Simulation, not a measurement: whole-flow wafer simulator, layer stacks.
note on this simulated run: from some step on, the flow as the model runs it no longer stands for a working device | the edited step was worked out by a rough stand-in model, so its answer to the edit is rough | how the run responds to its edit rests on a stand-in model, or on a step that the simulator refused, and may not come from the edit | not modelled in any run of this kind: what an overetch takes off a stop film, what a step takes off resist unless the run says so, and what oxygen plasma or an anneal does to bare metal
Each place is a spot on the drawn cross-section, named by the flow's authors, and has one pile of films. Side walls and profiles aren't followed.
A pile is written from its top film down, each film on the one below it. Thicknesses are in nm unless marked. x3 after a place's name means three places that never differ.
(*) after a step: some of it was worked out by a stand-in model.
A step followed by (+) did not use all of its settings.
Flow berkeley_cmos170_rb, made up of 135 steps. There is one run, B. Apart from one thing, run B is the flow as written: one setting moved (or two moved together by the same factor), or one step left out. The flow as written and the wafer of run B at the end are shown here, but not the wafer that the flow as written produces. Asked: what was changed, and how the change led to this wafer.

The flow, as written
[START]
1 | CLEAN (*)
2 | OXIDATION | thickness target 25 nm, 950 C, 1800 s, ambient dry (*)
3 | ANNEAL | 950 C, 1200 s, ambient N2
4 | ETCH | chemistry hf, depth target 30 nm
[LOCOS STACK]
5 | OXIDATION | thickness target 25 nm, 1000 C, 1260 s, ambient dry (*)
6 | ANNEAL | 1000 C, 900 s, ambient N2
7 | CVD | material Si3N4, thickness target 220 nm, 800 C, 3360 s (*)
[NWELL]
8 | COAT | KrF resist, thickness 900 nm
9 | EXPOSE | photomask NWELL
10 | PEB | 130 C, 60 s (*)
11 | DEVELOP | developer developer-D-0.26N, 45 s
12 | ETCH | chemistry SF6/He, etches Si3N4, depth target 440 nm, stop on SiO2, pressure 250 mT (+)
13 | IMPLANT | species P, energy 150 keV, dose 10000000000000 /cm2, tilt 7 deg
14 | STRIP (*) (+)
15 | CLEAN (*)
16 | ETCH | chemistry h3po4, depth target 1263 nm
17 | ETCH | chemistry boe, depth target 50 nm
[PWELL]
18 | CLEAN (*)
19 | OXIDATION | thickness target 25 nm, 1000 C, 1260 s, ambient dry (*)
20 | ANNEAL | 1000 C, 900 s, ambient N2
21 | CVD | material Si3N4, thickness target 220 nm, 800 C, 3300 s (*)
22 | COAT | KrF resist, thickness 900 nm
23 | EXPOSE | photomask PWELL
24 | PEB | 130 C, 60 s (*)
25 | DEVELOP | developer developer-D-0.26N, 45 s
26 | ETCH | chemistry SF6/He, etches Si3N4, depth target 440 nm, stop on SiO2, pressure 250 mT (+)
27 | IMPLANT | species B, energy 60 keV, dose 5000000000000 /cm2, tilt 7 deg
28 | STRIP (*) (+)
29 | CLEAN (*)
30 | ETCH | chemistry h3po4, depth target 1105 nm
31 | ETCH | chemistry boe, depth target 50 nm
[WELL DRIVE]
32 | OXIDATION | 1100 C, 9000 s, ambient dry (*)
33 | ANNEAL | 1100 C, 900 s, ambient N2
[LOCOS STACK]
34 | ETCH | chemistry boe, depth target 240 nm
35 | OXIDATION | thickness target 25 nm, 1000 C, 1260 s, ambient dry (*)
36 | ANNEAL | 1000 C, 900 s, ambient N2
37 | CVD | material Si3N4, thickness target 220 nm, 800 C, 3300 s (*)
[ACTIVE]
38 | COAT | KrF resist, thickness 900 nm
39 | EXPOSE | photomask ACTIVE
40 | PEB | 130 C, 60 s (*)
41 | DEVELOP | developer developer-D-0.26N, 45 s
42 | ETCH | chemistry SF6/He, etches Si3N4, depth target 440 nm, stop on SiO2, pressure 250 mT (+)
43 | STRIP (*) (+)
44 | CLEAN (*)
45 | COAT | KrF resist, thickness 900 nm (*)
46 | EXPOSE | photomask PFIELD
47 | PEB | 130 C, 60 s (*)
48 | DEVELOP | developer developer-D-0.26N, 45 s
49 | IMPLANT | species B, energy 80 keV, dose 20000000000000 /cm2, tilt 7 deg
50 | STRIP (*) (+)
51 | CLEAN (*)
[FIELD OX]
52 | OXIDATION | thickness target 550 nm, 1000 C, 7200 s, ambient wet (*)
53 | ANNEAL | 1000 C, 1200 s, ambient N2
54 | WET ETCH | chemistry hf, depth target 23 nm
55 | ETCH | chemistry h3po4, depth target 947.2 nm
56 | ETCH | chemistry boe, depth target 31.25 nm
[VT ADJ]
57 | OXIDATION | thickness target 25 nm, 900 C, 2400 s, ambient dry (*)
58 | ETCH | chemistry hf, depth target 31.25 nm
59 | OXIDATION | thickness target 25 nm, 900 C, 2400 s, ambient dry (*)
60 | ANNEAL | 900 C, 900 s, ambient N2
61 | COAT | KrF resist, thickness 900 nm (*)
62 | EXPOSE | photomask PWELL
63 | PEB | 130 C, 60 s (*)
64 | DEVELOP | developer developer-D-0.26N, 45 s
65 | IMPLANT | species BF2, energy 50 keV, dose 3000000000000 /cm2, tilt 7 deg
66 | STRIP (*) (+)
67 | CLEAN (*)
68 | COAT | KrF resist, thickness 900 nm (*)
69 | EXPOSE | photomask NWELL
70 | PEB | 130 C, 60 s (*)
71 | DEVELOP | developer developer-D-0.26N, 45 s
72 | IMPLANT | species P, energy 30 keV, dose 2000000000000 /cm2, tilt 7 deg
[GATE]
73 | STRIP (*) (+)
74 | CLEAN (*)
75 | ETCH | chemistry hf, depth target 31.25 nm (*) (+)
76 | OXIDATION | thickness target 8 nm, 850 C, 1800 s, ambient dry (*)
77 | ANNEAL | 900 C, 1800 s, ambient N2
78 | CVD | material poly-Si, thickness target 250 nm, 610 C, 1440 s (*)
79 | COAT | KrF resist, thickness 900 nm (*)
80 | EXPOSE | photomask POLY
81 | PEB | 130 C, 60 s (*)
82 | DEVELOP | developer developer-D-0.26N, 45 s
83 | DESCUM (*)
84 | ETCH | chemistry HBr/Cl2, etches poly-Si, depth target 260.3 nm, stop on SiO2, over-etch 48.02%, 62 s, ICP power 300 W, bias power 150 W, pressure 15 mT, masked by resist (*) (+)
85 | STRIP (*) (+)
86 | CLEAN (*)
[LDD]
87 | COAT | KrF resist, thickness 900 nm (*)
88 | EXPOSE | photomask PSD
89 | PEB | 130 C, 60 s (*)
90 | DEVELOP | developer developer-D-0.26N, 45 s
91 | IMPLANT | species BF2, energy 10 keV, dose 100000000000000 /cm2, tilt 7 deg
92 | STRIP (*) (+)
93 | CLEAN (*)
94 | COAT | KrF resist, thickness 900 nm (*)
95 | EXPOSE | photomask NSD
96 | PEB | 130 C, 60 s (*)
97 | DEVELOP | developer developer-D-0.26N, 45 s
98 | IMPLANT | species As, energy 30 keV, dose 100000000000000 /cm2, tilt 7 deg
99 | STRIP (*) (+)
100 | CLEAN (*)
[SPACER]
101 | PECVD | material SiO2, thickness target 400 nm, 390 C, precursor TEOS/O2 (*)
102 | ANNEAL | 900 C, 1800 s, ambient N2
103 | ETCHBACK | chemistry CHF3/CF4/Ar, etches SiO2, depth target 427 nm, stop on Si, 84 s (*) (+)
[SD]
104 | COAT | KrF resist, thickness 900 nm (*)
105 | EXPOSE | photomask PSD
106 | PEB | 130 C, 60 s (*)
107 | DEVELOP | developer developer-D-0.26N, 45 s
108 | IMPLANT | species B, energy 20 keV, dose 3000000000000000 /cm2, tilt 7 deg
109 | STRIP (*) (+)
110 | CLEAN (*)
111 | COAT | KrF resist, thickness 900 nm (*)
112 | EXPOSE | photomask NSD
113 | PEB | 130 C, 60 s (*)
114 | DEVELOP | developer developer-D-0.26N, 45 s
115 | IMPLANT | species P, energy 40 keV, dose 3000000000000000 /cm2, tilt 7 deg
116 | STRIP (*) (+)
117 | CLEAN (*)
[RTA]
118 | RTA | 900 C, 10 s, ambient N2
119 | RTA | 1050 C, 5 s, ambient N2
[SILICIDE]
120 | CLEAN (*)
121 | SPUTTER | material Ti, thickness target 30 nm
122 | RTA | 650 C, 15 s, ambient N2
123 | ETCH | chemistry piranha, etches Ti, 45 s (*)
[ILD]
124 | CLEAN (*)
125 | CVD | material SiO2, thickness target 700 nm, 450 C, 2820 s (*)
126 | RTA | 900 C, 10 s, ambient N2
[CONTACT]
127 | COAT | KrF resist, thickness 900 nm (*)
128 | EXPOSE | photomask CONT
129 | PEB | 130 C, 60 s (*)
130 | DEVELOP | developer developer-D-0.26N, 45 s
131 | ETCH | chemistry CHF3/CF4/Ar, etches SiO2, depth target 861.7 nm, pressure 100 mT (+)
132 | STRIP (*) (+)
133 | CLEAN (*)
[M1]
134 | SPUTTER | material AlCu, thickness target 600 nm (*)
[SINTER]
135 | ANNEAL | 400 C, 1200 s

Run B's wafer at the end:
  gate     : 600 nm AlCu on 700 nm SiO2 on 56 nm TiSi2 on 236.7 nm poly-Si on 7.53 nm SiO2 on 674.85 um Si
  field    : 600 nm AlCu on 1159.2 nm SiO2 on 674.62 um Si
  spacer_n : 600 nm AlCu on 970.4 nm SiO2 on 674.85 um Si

Cause: step 78, CVD: thickness target 290 nm was run, whereas the flow has thickness target 250 nm; step 78, CVD: 1670 s was run, where the flow has 1440 s.

How this came from the change, step by step:
  78 | CVD | material poly-Si, thickness target 250 nm, 610 C, 1440 s (*)
      field, sd_n, spacer_n and 6 more: +290 poly-Si (new film) (as written it would have been: +250 poly-Si (new film))
  84 | ETCH | chemistry HBr/Cl2, etches poly-Si, depth target 260.3 nm, stop on SiO2, over-etch 48.02%, 62 s, ICP power 300 W, bias power 150 W, pressure 15 mT, masked by resist (*) (+)
      field, sd_n, spacer_n, sd_p, spacer_p, contact, m1: -290 poly-Si (all of it), -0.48 SiO2 (as written it would have been: -250 poly-Si (all of it), -1.42 SiO2)
  87 | COAT | KrF resist, thickness 900 nm (*)
      gate: +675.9 KrF resist (new film) (as written it would have been: +706 KrF resist (new film))
      gate_p: +676.4 KrF resist (new film) (as written it would have been: +706.3 KrF resist (new film))
  90 | DEVELOP | developer developer-D-0.26N, 45 s
      gate_p: -676.4 KrF resist (all of it) (as written it would have been: -706.3 KrF resist (all of it))
  92 | STRIP (*) (+)
      gate: -661.7 KrF resist (all of it) (as written it would have been: -691.8 KrF resist (all of it))
  94 | COAT | KrF resist, thickness 900 nm (*)
      gate: +675.9 KrF resist (new film) (as written it would have been: +706 KrF resist (new film))
      gate_p: +676.4 KrF resist (new film) (as written it would have been: +706.3 KrF resist (new film))
  97 | DEVELOP | developer developer-D-0.26N, 45 s
      gate: -675.9 KrF resist (all of it) (as written it would have been: -706 KrF resist (all of it))
  99 | STRIP (*) (+)
      gate_p: -662.2 KrF resist (all of it) (as written it would have been: -692.1 KrF resist (all of it))
  103 | ETCHBACK | chemistry CHF3/CF4/Ar, etches SiO2, depth target 427 nm, stop on Si, 84 s (*) (+)
      spacer_n, spacer_p: -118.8 SiO2 (as written it would have been: -157.9 SiO2)
  104 | COAT | KrF resist, thickness 900 nm (*)
      spacer_n: +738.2 KrF resist (new film) (as written it would have been: +766.3 KrF resist (new film))
      gate: +714.8 KrF resist (new film) (as written it would have been: +742.1 KrF resist (new film))
      (also at 2 further places)
  107 | DEVELOP | developer developer-D-0.26N, 45 s
      spacer_p: -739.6 KrF resist (all of it) (as written it would have been: -767.7 KrF resist (all of it))
      gate_p: -715.8 KrF resist (all of it) (as written it would have been: -743.2 KrF resist (all of it))
  109 | STRIP (*) (+)
      spacer_n: -724 KrF resist (all of it) (as written it would have been: -752.1 KrF resist (all of it))
      gate: -700.6 KrF resist (all of it) (as written it would have been: -727.9 KrF resist (all of it))
  111 | COAT | KrF resist, thickness 900 nm (*)
      spacer_n: +738.2 KrF resist (new film) (as written it would have been: +766.3 KrF resist (new film))
      gate: +714.8 KrF resist (new film) (as written it would have been: +742.1 KrF resist (new film))
      (also at 2 further places)
  114 | DEVELOP | developer developer-D-0.26N, 45 s
      spacer_n: -738.2 KrF resist (all of it) (as written it would have been: -766.3 KrF resist (all of it))
      gate: -714.8 KrF resist (all of it) (as written it would have been: -742.1 KrF resist (all of it))
  116 | STRIP (*) (+)
      spacer_p: -725.4 KrF resist (all of it) (as written it would have been: -753.5 KrF resist (all of it))
      gate_p: -701.6 KrF resist (all of it) (as written it would have been: -729 KrF resist (all of it))
  127 | COAT | KrF resist, thickness 900 nm (*)
      spacer_n: +801.2 KrF resist (new film) (as written it would have been: +819.8 KrF resist (new film))
      spacer_p: +804.3 KrF resist (new film) (as written it would have been: +822.5 KrF resist (new film))
  132 | STRIP (*) (+)
      spacer_n: -571.6 KrF resist (all of it) (as written it would have been: -590.2 KrF resist (all of it))
      gate: -552.9 KrF resist (all of it) (as written it would have been: -568.8 KrF resist (all of it))
      (also at 2 further places)
